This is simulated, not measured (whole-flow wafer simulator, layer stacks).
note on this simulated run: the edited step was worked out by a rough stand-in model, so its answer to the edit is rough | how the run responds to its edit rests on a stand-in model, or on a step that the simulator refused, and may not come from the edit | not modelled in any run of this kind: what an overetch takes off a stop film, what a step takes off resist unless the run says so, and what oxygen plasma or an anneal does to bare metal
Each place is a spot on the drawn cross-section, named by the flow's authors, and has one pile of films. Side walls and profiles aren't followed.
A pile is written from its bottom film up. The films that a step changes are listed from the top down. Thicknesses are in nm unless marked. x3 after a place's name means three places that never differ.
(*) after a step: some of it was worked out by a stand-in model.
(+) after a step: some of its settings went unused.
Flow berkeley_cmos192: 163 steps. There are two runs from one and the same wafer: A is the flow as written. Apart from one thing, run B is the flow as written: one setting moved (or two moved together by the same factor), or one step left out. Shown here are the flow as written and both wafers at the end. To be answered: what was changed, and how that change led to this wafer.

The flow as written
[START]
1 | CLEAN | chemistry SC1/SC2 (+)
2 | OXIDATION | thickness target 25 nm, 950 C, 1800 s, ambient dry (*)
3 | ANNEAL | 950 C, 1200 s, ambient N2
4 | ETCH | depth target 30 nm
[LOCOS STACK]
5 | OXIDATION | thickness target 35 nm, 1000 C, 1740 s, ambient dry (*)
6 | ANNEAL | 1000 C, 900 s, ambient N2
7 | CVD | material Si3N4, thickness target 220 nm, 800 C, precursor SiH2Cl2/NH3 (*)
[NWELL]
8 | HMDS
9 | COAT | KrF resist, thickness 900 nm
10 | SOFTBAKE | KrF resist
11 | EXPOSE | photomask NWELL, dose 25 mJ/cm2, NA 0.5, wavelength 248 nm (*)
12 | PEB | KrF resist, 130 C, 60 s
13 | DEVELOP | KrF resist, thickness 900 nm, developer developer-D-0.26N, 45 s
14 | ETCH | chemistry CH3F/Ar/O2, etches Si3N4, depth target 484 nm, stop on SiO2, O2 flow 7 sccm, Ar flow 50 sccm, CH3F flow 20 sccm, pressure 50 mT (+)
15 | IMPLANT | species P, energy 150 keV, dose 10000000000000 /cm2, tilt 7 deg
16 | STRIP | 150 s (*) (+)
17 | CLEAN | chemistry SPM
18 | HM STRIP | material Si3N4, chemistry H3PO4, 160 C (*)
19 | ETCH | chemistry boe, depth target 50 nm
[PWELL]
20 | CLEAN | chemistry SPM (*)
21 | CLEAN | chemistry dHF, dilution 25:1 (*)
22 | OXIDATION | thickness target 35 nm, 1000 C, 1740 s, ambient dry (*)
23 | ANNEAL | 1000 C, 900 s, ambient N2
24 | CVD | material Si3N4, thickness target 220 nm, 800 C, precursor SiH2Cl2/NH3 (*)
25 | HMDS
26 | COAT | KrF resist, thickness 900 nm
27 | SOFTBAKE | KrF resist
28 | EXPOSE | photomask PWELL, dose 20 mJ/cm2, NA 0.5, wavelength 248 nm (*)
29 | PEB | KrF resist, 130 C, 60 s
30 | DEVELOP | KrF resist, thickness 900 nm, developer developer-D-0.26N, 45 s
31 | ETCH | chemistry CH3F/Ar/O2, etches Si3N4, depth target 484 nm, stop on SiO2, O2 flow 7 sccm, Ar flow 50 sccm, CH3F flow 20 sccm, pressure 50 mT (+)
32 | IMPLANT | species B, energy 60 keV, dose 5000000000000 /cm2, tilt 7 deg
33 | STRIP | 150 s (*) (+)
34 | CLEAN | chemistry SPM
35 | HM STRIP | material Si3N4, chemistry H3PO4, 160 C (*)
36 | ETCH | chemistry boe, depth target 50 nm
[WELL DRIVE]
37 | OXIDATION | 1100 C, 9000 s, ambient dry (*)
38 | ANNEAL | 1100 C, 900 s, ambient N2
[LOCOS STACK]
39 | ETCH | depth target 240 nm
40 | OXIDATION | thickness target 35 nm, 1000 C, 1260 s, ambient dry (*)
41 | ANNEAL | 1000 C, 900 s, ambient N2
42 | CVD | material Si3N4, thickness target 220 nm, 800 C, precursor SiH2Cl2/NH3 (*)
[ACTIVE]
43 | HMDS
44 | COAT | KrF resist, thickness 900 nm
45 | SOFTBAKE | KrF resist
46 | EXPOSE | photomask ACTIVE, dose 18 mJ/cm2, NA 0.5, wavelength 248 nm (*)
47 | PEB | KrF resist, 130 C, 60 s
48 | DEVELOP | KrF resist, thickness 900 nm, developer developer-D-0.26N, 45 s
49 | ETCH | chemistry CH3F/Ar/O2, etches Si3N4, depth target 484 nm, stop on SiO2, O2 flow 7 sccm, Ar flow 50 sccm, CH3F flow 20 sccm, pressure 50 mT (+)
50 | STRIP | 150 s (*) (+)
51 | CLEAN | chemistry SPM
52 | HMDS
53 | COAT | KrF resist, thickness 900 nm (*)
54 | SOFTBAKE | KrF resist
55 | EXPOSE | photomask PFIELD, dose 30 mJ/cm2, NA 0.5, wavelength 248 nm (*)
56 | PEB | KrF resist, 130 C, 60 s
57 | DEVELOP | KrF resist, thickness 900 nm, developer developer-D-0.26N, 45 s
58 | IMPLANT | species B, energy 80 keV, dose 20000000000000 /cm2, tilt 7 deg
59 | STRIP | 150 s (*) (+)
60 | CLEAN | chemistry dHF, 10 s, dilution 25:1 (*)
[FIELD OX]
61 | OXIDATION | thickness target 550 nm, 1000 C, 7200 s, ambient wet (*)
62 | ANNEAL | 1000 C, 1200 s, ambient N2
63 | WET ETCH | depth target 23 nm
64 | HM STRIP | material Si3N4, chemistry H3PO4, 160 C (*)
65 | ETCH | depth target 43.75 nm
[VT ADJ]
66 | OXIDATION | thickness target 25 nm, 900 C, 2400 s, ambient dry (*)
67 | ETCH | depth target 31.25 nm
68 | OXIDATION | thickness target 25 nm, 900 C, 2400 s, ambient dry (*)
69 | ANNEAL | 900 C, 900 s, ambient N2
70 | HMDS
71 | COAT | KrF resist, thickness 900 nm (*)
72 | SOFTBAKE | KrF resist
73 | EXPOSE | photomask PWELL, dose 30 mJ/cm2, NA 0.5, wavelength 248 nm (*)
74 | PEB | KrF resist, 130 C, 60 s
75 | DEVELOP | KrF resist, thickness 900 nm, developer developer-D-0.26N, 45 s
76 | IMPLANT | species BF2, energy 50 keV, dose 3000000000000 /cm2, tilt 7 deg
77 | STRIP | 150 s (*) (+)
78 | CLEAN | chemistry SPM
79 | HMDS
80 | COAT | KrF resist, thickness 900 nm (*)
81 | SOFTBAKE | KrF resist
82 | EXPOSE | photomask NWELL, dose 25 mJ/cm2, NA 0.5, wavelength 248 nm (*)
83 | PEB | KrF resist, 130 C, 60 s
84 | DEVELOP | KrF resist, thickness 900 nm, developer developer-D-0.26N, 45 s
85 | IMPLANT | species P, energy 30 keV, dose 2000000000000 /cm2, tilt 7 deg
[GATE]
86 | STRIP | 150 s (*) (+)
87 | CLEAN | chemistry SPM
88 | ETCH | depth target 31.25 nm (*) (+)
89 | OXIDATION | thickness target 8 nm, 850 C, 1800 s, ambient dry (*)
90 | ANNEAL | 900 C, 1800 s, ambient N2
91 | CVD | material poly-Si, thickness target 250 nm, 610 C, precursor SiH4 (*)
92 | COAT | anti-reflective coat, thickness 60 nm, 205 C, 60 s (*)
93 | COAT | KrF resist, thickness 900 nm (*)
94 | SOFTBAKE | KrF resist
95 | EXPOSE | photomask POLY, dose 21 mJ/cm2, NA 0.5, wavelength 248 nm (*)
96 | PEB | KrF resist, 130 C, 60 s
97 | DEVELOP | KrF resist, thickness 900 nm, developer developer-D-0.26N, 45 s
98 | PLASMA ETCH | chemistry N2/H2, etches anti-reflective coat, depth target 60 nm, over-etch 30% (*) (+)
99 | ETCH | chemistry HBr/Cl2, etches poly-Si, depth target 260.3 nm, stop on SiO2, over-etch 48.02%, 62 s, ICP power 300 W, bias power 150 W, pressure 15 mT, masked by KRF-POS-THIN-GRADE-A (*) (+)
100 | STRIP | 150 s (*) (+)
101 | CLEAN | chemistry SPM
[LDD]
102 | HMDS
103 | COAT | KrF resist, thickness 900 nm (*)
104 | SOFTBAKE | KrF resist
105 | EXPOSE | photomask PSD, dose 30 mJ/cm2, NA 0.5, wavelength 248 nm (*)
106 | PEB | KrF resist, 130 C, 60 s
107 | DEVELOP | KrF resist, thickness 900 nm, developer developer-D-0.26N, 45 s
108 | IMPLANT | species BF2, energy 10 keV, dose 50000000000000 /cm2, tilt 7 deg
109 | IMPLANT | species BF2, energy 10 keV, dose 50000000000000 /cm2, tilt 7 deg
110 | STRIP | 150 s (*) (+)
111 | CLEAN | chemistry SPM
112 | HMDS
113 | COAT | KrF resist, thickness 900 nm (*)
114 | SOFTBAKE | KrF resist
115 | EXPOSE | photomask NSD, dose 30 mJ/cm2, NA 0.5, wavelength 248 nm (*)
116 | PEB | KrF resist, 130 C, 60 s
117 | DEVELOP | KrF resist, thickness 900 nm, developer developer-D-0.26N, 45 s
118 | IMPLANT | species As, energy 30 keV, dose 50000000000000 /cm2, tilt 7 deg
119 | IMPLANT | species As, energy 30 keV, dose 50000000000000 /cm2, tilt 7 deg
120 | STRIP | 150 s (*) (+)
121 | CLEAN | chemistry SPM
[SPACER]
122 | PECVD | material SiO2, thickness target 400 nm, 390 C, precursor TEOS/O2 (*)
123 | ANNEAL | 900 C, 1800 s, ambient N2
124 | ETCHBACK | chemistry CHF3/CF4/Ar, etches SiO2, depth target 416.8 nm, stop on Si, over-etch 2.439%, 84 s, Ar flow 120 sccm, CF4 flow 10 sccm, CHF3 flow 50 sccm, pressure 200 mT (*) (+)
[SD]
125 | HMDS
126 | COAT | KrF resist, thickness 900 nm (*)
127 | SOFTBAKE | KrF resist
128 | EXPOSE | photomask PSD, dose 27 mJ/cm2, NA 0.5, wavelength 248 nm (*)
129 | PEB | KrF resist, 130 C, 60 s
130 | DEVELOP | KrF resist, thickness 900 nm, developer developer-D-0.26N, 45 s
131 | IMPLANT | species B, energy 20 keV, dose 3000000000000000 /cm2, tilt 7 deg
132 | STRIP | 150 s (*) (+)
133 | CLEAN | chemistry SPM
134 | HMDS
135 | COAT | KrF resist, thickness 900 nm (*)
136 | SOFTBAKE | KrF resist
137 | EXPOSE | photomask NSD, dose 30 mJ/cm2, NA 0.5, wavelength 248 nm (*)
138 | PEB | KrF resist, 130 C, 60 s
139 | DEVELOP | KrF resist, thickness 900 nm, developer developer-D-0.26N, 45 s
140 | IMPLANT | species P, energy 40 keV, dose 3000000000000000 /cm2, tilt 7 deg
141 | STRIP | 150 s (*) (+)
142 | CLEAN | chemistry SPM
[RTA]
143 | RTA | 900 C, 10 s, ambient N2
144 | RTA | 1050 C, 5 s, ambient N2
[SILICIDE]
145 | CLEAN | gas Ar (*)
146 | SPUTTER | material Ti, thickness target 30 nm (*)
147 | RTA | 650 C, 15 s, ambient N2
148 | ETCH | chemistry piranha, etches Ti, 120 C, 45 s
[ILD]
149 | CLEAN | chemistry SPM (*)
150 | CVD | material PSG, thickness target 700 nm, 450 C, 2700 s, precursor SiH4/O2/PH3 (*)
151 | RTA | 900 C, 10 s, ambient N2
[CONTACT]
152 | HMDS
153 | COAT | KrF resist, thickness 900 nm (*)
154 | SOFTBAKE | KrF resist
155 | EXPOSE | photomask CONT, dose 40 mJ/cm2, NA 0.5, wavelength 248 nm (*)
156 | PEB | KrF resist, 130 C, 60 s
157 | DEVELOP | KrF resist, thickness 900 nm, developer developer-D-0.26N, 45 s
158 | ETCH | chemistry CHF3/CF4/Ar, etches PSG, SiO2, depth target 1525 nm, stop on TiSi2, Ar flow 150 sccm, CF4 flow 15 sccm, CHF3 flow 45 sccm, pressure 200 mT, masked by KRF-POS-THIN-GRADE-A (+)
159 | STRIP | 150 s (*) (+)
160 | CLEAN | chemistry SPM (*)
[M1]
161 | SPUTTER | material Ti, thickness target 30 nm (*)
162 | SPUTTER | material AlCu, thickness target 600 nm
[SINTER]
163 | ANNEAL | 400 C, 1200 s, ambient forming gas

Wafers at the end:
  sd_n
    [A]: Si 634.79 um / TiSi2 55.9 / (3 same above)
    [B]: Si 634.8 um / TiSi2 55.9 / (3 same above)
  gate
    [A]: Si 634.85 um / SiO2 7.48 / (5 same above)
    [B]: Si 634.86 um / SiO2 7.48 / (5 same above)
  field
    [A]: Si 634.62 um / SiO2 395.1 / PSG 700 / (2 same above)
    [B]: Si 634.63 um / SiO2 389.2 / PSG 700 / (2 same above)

What caused this: step 40, OXIDATION: 800 C was run, while the flow as written has 1000 C.

The path from the change to this, step by step:
  40 | OXIDATION | thickness target 35 nm, 1000 C, 1260 s, ambient dry (*)
      field, sd_n, spacer_n and 6 more: A +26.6 SiO2 (new film), -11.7 Si | B +3.87 SiO2 (new film), -1.7 Si
  49 | ETCH | chemistry CH3F/Ar/O2, etches Si3N4, depth target 484 nm, stop on SiO2, O2 flow 7 sccm, Ar flow 50 sccm, CH3F flow 20 sccm, pressure 50 mT (+)
      field: A -220 Si3N4 (all of it), -3.67 SiO2 | B -220 Si3N4 (all of it), -3.87 SiO2 (all of it)
  50 | STRIP | 150 s (*) (+)
      field: A nothing | B +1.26 chemical SiO2 (new film), -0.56 Si
  60 | CLEAN | chemistry dHF, 10 s, dilution 25:1 (*)
      field: A -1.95 SiO2 | B -1.5 chemical SiO2 (all of it)
  61 | OXIDATION | thickness target 550 nm, 1000 C, 7200 s, ambient wet (*)
      sd_n, sd_p: A +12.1 SiO2 (new film), -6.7 Si3N4, +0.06 SiO2, -0.06 Si | B +12.1 SiO2 (new film), -6.7 Si3N4
      field: A +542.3 SiO2, -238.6 Si | B +557.4 SiO2 (new film), -245.2 Si
      (as well as at 1 more place)
  65 | ETCH | depth target 43.75 nm
      sd_n, spacer_n, gate, sd_p, spacer_p, gate_p, contact, m1: A -24.6 SiO2 (all of it) | B -1.87 SiO2 (all of it)
  92 | COAT | anti-reflective coat, thickness 60 nm, 205 C, 60 s (*)
      sd_n: A +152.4 anti-reflective coat (new film) | B +143.2 anti-reflective coat (new film)
      spacer_n: A +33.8 anti-reflective coat (new film) | B +37.2 anti-reflective coat (new film)
      (as well as at 6 more places)
  98 | PLASMA ETCH | chemistry N2/H2, etches anti-reflective coat, depth target 60 nm, over-etch 30% (*) (+)
      sd_n: A -152.4 anti-reflective coat (all of it), -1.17 poly-Si | B -143.2 anti-reflective coat (all of it), -1.1 poly-Si
      spacer_n: A -33.8 anti-reflective coat (all of it), -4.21 poly-Si | B -37.2 anti-reflective coat (all of it), -3.82 poly-Si
      (as well as at 4 more places)
  100 | STRIP | 150 s (*) (+)
      gate: A +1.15 chemical SiO2 (new film), -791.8 KrF resist (all of it), -30 anti-reflective coat (all of it), -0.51 poly-Si | B +1.15 chemical SiO2 (new film), -780.7 KrF resist (all of it), -33.7 anti-reflective coat (all of it), -0.51 poly-Si
      gate_p: A +1.15 chemical SiO2 (new film), -765.1 KrF resist (all of it), -31 anti-reflective coat (all of it), -0.51 poly-Si | B +1.15 chemical SiO2 (new film), -757.6 KrF resist (all of it), -33.8 anti-reflective coat (all of it), -0.51 poly-Si
